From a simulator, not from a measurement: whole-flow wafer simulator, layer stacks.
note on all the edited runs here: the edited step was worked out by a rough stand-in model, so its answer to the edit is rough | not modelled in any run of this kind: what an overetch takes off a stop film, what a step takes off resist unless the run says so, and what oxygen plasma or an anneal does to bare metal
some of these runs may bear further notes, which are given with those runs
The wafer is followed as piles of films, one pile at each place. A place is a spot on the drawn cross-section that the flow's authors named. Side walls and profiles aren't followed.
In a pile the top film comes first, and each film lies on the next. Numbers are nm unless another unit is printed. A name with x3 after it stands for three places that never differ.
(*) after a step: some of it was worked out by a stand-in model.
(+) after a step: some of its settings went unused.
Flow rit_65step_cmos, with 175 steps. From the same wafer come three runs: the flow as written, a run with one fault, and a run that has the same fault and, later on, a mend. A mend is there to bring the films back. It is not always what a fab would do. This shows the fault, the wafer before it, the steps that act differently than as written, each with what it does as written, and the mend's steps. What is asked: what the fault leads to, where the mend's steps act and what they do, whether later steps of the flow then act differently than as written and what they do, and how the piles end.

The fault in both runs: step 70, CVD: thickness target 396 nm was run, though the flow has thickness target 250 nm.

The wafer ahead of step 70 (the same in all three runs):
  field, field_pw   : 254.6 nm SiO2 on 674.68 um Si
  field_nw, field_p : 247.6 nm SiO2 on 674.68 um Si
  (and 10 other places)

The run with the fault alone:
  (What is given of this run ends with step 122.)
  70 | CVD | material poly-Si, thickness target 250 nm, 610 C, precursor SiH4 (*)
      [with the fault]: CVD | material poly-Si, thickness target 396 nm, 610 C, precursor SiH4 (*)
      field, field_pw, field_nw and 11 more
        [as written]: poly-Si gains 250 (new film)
        [with the fault]: poly-Si gains 396 (new film)
  Steps further on in the flow that do not act as written (not shown: 3 more steps that differ only slightly, by at most 2% or 0.5 nm, whichever is larger):
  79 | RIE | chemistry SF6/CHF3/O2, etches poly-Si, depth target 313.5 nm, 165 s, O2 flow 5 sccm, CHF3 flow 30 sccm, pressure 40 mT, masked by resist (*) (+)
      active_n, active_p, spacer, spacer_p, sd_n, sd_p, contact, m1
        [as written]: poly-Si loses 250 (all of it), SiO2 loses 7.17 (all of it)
        [with the fault]: poly-Si loses 313.5
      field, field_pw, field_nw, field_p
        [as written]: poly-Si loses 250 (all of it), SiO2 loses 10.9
        [with the fault]: poly-Si loses 313.5
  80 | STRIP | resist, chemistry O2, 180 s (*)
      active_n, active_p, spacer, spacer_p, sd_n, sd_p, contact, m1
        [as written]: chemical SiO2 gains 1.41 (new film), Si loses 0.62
        [with the fault]: chemical SiO2 gains 1.41 (new film), poly-Si loses 0.62
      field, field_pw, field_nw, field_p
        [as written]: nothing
        [with the fault]: chemical SiO2 gains 1.41 (new film), poly-Si loses 0.62
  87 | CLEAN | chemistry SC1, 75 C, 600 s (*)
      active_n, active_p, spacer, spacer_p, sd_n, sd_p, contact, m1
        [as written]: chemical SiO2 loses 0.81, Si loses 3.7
        [with the fault]: chemical SiO2 loses 0.81, poly-Si loses 3.7
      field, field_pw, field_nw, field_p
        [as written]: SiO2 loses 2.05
        [with the fault]: chemical SiO2 loses 0.81, poly-Si loses 3.7
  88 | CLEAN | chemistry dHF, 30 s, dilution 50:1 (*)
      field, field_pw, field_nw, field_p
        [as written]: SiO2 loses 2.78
        [with the fault]: chemical SiO2 loses 0.6 (all of it)
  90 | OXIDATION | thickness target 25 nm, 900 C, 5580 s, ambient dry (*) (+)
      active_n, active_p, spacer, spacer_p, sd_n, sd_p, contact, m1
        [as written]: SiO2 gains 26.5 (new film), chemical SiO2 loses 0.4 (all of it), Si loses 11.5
        [with the fault]: SiO2 gains 28.9 (new film), chemical SiO2 loses 0.4 (all of it), poly-Si loses 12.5
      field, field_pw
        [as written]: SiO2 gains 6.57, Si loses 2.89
        [with the fault]: SiO2 gains 28.9 (new film), chemical SiO2 loses 0.4 (all of it), poly-Si loses 12.5
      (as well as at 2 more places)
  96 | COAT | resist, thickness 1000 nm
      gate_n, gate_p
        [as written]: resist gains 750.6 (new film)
        [with the fault]: resist gains 700.9 (new film)
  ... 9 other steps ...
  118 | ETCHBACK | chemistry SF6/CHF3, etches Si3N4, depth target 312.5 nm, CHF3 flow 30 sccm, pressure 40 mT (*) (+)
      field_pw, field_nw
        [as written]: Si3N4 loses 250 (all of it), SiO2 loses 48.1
        [with the fault]: Si3N4 loses 250 (all of it), SiO2 loses 24.1 (all of it), poly-Si loses 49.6
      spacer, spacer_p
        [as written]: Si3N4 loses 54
        [with the fault]: Si3N4 gains 0.96
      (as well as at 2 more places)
  After step 122, at field, field_pw, field_nw, field_p, gate_n, gate_p, spacer, spacer_p, the piles differ from the flow's by more than 2% or 0.5 nm, whichever is larger.
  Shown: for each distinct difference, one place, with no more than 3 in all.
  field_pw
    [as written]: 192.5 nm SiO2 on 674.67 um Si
    [with the fault]: 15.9 nm poly-Si on 254.6 nm SiO2 on 674.68 um Si
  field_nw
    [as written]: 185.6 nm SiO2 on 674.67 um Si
    [with the fault]: 15.9 nm poly-Si on 247.6 nm SiO2 on 674.68 um Si
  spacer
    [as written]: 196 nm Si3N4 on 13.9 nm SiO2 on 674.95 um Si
    [with the fault]: 251 nm Si3N4 on 16.3 nm SiO2 on 65.5 nm poly-Si on 7.17 nm SiO2 on 674.97 um Si

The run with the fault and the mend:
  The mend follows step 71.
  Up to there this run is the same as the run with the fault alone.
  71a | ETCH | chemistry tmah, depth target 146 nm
      field, field_pw, field_nw and 11 more
        poly-Si loses 146
  Later steps of the flow that are run all act as written at every place that is followed.
  At every place that both follow, the piles at the end match the flow's.
